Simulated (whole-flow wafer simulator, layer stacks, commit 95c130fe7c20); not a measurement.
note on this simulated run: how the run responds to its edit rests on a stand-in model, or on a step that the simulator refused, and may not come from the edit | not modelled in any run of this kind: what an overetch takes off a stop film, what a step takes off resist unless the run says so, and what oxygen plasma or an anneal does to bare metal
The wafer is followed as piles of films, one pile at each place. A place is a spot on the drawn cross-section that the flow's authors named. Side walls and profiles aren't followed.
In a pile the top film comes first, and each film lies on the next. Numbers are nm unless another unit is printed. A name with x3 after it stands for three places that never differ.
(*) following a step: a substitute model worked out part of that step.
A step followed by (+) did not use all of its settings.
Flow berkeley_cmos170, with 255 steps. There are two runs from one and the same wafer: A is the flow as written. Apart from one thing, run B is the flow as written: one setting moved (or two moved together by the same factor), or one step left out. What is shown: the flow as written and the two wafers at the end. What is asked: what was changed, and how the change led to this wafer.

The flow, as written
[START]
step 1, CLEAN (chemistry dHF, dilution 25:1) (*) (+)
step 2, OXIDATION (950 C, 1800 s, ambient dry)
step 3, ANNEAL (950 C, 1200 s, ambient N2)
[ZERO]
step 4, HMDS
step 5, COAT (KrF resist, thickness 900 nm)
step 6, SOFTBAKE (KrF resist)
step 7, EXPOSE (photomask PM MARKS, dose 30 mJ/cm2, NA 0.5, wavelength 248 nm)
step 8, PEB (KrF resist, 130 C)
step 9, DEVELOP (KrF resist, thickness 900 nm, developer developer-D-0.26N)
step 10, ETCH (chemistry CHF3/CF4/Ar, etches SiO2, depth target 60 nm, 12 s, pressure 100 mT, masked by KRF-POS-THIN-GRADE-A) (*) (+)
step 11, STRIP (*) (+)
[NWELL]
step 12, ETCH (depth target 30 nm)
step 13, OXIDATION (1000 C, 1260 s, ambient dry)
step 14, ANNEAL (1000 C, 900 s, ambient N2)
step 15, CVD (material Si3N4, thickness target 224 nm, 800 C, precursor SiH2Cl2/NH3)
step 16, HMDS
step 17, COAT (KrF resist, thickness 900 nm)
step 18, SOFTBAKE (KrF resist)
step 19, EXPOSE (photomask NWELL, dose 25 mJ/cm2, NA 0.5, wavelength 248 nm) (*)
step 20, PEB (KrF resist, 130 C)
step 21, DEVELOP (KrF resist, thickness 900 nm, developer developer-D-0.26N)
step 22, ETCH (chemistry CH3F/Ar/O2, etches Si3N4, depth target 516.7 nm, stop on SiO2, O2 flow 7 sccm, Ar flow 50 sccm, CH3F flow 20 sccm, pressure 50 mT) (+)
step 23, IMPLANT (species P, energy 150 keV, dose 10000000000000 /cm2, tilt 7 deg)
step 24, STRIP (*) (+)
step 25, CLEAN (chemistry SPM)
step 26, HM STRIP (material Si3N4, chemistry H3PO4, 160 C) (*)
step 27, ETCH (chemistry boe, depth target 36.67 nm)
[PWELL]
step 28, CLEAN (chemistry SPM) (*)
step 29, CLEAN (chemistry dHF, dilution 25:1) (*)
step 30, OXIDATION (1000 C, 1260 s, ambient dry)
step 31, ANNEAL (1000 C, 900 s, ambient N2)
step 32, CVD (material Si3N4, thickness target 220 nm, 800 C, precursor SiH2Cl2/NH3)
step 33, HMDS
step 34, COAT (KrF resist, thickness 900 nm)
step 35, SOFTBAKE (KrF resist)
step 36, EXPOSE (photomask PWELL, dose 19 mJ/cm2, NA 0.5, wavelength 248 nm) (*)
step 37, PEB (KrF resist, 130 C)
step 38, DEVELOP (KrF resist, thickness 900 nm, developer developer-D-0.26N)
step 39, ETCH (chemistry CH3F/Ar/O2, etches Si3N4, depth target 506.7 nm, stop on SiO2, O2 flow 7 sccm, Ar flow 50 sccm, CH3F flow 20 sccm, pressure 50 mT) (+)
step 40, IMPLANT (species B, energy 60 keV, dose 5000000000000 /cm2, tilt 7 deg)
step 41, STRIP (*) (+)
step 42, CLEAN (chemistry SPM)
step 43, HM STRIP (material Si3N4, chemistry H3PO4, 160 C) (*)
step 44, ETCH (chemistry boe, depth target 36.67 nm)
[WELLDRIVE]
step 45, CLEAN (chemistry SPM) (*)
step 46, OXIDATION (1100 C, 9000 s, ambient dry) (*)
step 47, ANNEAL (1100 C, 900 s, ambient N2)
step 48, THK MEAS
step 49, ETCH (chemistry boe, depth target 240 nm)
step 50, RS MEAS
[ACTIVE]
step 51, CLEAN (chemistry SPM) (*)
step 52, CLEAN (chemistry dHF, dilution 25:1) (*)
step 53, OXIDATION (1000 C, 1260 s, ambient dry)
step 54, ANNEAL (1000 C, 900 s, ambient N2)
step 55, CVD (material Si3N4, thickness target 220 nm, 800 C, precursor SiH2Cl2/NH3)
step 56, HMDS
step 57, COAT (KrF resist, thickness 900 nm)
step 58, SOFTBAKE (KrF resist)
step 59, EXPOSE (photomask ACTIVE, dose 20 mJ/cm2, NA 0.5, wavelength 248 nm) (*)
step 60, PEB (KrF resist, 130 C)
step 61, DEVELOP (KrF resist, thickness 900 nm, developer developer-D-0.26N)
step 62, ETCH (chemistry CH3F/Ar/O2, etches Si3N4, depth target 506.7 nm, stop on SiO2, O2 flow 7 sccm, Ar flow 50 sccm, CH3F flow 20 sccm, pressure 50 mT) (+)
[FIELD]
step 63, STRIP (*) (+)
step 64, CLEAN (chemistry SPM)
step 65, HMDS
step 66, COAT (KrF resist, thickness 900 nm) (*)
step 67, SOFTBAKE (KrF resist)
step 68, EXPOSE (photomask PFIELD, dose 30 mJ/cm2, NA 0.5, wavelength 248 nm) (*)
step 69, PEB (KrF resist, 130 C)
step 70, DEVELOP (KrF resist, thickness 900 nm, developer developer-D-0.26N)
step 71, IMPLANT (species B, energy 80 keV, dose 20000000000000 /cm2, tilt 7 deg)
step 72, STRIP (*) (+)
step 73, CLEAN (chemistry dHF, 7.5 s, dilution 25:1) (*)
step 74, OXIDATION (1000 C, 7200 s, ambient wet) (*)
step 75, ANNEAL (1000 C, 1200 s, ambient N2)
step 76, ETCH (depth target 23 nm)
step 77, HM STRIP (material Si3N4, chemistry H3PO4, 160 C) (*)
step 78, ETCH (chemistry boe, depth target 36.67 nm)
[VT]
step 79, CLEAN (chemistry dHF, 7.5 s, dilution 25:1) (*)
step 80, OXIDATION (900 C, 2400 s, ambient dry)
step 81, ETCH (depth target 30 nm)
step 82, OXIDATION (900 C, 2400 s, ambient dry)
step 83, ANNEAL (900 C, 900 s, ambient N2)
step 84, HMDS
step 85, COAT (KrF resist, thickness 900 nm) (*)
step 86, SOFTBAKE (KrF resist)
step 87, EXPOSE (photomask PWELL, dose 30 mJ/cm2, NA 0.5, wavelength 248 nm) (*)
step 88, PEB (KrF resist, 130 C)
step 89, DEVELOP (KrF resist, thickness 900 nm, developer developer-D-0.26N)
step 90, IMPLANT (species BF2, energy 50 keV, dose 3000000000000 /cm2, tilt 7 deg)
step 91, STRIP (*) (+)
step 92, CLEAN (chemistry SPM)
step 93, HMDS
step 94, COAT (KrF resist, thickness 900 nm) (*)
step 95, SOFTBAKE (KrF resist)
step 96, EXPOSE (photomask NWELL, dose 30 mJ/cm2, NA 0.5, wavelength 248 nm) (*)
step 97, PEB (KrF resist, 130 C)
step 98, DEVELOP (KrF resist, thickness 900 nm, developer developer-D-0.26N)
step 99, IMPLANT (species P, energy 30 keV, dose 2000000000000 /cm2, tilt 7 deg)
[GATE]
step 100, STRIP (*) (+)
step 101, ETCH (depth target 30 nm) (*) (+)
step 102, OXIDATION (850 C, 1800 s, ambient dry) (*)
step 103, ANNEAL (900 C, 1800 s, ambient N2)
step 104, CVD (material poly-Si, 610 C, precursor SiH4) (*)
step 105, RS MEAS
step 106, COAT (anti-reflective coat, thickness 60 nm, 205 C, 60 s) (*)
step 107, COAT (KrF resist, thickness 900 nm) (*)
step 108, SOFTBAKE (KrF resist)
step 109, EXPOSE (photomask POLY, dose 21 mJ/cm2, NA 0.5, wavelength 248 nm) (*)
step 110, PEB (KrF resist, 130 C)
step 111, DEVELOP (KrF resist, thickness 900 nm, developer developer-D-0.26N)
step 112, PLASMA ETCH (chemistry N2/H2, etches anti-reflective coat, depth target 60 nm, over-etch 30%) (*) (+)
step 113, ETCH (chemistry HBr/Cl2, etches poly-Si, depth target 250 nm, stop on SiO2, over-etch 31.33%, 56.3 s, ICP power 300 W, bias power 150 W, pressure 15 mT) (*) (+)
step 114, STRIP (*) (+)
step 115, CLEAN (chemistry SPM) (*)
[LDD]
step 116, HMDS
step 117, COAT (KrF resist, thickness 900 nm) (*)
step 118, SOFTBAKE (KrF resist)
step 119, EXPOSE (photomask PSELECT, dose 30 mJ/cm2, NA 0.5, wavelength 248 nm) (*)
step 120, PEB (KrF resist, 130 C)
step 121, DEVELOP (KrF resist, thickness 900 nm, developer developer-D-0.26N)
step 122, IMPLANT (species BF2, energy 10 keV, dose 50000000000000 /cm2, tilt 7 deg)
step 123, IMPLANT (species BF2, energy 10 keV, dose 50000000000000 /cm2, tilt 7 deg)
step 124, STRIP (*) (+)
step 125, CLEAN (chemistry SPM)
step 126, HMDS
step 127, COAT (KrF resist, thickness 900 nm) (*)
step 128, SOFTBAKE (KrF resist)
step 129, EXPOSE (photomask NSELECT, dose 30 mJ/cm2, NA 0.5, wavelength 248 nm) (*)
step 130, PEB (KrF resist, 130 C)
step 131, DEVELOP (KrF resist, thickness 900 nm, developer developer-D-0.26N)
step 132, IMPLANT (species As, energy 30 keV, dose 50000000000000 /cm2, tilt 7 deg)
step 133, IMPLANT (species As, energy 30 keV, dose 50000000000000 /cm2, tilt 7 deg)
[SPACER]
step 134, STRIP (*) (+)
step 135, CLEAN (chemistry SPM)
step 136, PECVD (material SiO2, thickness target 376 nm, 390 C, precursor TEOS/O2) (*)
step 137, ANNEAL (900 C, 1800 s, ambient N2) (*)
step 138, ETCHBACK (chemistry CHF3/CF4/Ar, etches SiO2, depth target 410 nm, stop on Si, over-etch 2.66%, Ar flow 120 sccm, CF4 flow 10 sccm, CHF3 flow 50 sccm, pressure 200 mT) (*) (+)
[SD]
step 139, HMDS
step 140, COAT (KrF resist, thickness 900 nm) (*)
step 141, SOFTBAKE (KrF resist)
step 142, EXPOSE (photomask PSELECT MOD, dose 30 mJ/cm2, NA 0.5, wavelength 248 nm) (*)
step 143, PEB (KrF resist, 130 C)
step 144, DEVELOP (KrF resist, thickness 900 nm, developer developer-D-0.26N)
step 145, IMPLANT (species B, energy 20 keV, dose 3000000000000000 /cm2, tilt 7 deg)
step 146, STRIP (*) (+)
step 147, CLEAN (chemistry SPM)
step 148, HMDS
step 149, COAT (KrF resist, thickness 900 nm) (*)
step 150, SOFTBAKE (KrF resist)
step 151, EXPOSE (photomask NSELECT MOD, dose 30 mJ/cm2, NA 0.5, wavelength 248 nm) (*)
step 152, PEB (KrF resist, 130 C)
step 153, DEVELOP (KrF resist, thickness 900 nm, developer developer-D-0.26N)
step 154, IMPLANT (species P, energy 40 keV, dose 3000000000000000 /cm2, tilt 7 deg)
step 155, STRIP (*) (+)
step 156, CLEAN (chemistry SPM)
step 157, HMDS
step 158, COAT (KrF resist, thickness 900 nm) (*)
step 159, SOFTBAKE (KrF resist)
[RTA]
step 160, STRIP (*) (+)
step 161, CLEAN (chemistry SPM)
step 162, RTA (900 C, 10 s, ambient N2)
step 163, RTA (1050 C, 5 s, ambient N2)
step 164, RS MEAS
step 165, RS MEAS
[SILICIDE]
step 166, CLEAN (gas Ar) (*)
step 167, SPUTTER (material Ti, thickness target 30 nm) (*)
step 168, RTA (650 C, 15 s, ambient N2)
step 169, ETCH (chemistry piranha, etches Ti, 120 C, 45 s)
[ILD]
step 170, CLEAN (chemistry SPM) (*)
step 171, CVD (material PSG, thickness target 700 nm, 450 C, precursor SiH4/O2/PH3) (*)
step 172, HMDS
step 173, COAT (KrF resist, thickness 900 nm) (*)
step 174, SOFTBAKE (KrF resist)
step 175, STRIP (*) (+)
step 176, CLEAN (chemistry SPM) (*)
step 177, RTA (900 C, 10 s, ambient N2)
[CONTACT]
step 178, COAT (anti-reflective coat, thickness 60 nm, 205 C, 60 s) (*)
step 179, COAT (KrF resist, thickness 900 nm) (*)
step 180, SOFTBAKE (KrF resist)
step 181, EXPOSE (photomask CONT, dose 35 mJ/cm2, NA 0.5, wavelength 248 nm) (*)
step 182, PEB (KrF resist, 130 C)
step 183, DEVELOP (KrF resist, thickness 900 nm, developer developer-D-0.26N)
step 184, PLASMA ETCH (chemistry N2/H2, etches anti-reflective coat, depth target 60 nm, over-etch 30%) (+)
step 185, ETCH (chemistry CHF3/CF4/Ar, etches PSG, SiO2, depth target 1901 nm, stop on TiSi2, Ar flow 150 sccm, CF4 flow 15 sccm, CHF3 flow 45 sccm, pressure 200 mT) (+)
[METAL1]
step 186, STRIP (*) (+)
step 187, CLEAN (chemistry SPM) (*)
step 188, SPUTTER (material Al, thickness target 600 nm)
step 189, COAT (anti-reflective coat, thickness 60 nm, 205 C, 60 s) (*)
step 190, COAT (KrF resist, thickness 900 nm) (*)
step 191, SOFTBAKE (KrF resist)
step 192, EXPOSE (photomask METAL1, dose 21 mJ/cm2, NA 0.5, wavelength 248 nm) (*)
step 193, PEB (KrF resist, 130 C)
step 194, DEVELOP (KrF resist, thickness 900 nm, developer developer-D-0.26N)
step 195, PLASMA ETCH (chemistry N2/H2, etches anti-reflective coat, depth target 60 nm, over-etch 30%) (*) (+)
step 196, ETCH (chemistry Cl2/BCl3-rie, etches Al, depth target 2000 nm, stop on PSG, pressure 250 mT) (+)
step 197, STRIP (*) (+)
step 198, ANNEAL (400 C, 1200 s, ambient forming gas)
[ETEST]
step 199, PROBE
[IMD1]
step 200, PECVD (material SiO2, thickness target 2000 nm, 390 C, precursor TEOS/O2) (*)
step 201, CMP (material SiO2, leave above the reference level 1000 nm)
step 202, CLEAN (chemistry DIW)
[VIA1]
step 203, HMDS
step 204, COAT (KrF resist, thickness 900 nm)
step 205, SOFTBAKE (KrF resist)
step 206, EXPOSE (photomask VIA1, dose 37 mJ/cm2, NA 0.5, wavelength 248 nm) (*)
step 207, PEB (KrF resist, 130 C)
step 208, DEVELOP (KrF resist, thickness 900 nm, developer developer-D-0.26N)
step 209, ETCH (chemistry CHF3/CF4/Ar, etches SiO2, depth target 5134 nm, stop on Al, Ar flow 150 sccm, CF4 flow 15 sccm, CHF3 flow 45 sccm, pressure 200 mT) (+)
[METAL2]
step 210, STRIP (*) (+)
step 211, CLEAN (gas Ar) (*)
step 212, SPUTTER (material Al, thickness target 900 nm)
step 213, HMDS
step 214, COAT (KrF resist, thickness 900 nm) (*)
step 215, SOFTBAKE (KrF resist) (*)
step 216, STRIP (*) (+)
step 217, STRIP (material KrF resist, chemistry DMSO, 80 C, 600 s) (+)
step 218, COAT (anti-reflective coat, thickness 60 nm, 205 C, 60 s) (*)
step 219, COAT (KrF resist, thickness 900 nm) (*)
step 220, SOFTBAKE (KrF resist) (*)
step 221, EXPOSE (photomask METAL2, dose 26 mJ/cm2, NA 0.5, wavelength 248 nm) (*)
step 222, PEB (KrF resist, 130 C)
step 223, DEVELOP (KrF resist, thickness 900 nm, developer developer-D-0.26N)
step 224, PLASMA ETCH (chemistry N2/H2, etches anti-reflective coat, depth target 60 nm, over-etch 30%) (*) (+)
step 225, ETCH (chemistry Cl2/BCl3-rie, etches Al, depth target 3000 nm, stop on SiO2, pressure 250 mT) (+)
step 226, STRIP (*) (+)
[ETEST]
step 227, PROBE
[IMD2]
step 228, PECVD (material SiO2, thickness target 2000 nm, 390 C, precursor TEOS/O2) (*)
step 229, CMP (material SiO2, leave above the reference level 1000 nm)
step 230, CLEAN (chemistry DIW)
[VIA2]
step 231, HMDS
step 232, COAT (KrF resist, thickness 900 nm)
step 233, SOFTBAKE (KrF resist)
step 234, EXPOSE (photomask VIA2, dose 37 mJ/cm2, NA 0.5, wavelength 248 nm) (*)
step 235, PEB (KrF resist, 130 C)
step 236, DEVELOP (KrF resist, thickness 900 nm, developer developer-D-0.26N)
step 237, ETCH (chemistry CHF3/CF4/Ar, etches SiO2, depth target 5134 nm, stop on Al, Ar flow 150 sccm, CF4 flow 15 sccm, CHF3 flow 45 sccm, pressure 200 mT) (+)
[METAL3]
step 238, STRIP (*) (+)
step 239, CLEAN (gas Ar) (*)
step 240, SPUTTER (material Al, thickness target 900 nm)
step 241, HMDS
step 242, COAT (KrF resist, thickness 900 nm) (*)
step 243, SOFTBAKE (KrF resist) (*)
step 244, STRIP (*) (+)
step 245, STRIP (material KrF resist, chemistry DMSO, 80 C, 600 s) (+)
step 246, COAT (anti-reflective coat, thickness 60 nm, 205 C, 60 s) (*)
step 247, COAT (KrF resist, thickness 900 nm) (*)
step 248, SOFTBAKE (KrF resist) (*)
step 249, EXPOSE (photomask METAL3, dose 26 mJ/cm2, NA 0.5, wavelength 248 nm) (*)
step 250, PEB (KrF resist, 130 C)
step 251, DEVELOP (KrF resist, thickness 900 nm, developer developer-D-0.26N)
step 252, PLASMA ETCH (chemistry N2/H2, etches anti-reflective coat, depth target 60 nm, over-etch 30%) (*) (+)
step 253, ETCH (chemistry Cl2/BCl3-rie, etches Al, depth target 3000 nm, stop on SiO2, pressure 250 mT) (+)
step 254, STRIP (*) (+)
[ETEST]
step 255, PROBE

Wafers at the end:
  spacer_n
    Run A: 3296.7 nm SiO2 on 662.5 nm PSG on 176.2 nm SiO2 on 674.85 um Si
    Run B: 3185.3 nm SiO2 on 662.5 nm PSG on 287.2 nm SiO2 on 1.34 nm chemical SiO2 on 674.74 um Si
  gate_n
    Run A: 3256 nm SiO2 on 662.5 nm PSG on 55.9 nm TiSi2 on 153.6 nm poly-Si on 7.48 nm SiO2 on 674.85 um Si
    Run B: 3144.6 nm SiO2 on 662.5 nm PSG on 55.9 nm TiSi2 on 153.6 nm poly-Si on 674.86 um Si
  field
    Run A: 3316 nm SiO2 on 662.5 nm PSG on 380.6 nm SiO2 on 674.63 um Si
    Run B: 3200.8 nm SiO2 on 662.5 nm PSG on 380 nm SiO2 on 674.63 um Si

What caused this: step 102, OXIDATION: 850 C, 1800 s, ambient dry (*), was not run.

The path from the change to this, step by step:
  step 106, COAT (anti-reflective coat, thickness 60 nm, 205 C, 60 s) (*)
      spacer_n: A anti-reflective coat gains 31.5 (new film) | B anti-reflective coat gains 30.6 (new film)
      gate_n: A anti-reflective coat gains 27.3 (new film) | B anti-reflective coat gains 26.4 (new film)
      (also at 2 further places)
  step 112, PLASMA ETCH (chemistry N2/H2, etches anti-reflective coat, depth target 60 nm, over-etch 30%) (*) (+)
      spacer_n: A anti-reflective coat loses 31.5 (all of it), poly-Si loses 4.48 | B anti-reflective coat loses 30.6 (all of it), poly-Si loses 4.59
      spacer_p: A anti-reflective coat loses 32.1 (all of it), poly-Si loses 4.46 | B anti-reflective coat loses 31.4 (all of it), poly-Si loses 4.56
  step 113, ETCH (chemistry HBr/Cl2, etches poly-Si, depth target 250 nm, stop on SiO2, over-etch 31.33%, 56.3 s, ICP power 300 W, bias power 150 W, pressure 15 mT) (*) (+)
      spacer_n, spacer_p: A poly-Si loses 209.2 (all of it), SiO2 loses 0.6 | B poly-Si loses 209.1 (all of it), Si loses 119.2
      contact, via1: A poly-Si loses 210.1 (all of it), SiO2 loses 0.59 | B poly-Si loses 210 (all of it), Si loses 118.3
      (also at 5 further places)
  step 114, STRIP (*) (+)
      sd_n, spacer_n, sd_p and 6 more: A nothing | B chemical SiO2 gains 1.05 (new film), Si loses 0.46
      gate_n: A chemical SiO2 gains 0.8 (new film), KrF resist loses 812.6 (all of it), anti-reflective coat loses 27.3 (all of it), poly-Si loses 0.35 | B chemical SiO2 gains 0.8 (new film), KrF resist loses 815.6 (all of it), anti-reflective coat loses 26.4 (all of it), poly-Si loses 0.35
      (also at 1 further place)
  step 117, COAT (KrF resist, thickness 900 nm) (*)
      field: A KrF resist gains 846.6 (new film) | B KrF resist gains 816.4 (new film)
      sd_n: A KrF resist gains 1000.9 (new film) | B KrF resist gains 1059.5 (new film)
      (also at 10 further places)
  step 121, DEVELOP (KrF resist, thickness 900 nm, developer developer-D-0.26N)
      sd_p: A KrF resist loses 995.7 (all of it) | B KrF resist loses 1051.4 (all of it)
      spacer_p: A KrF resist loses 991.3 (all of it) | B KrF resist loses 1045.6 (all of it)
      (also at 1 further place)
  step 124, STRIP (*) (+)
      sd_n: A KrF resist loses 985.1 (all of it) | B KrF resist loses 1043.5 (all of it), chemical SiO2 gains 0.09
      spacer_n: A KrF resist loses 981.7 (all of it) | B KrF resist loses 1039.1 (all of it), chemical SiO2 gains 0.09
      (also at 7 further places)
  step 127, COAT (KrF resist, thickness 900 nm) (*)
      field: A KrF resist gains 846.7 (new film) | B KrF resist gains 816.3 (new film)
      sd_n: A KrF resist gains 1000.9 (new film) | B KrF resist gains 1059.5 (new film)
      (also at 10 further places)
  step 131, DEVELOP (KrF resist, thickness 900 nm, developer developer-D-0.26N)
      sd_n: A KrF resist loses 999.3 (all of it) | B KrF resist loses 1057.8 (all of it)
      spacer_n: A KrF resist loses 996.2 (all of it) | B KrF resist loses 1053.2 (all of it)
      (also at 2 further places)
  step 134, STRIP (*) (+)
      sd_p: A KrF resist loses 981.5 (all of it) | B KrF resist loses 1037.1 (all of it), chemical SiO2 gains 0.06
      spacer_p: A KrF resist loses 977.4 (all of it) | B KrF resist loses 1031.2 (all of it), chemical SiO2 gains 0.06
      (also at 6 further places)
  step 136, PECVD (material SiO2, thickness target 376 nm, 390 C, precursor TEOS/O2) (*)
      sd_n, spacer_n, sd_p and 6 more: A SiO2 gains 376 | B SiO2 gains 376 (new film)
  step 138, ETCHBACK (chemistry CHF3/CF4/Ar, etches SiO2, depth target 410 nm, stop on Si, over-etch 2.66%, Ar flow 120 sccm, CF4 flow 10 sccm, CHF3 flow 50 sccm, pressure 200 mT) (*) (+)
      m1, via1, m2, via2: A SiO2 loses 366 (all of it) | B SiO2 loses 359.1 (all of it), chemical SiO2 loses 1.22 (all of it)
      sd_n, sd_p, contact: A SiO2 loses 366 (all of it) | B SiO2 loses 359.1 (all of it), chemical SiO2 loses 1.34 (all of it)
      (also at 2 further places)
  step 140, COAT (KrF resist, thickness 900 nm) (*)
      field: A KrF resist gains 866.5 (new film) | B KrF resist gains 845.9 (new film)
      sd_n: A KrF resist gains 985.6 (new film) | B KrF resist gains 1049.2 (new film)
      (also at 10 further places)
  step 144, DEVELOP (KrF resist, thickness 900 nm, developer developer-D-0.26N)
      sd_p: A KrF resist loses 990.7 (all of it) | B KrF resist loses 1054 (all of it)
      spacer_p: A KrF resist loses 817.6 (all of it) | B KrF resist loses 773.7 (all of it)
      (also at 1 further place)
  step 146, STRIP (*) (+)
      field: A KrF resist loses 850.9 (all of it) | B KrF resist loses 830.4 (all of it)
      sd_n: A chemical SiO2 gains 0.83 (new film), KrF resist loses 969.8 (all of it), Si loses 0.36 | B chemical SiO2 gains 0.84 (new film), KrF resist loses 1033.3 (all of it), Si loses 0.37
      (also at 7 further places)
  step 149, COAT (KrF resist, thickness 900 nm) (*)
      field: A KrF resist gains 866.5 (new film) | B KrF resist gains 846 (new film)
      sd_n: A KrF resist gains 985.1 (new film) | B KrF resist gains 1049 (new film)
      (also at 10 further places)
  ... 18 further steps ...
  step 201, CMP (material SiO2, leave above the reference level 1000 nm)
      spacer_n, spacer_p: A SiO2 loses 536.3 | B SiO2 loses 647.7
      gate_n, gate_p: A SiO2 loses 577.1 | B SiO2 loses 688.4
      (also at 4 further places)
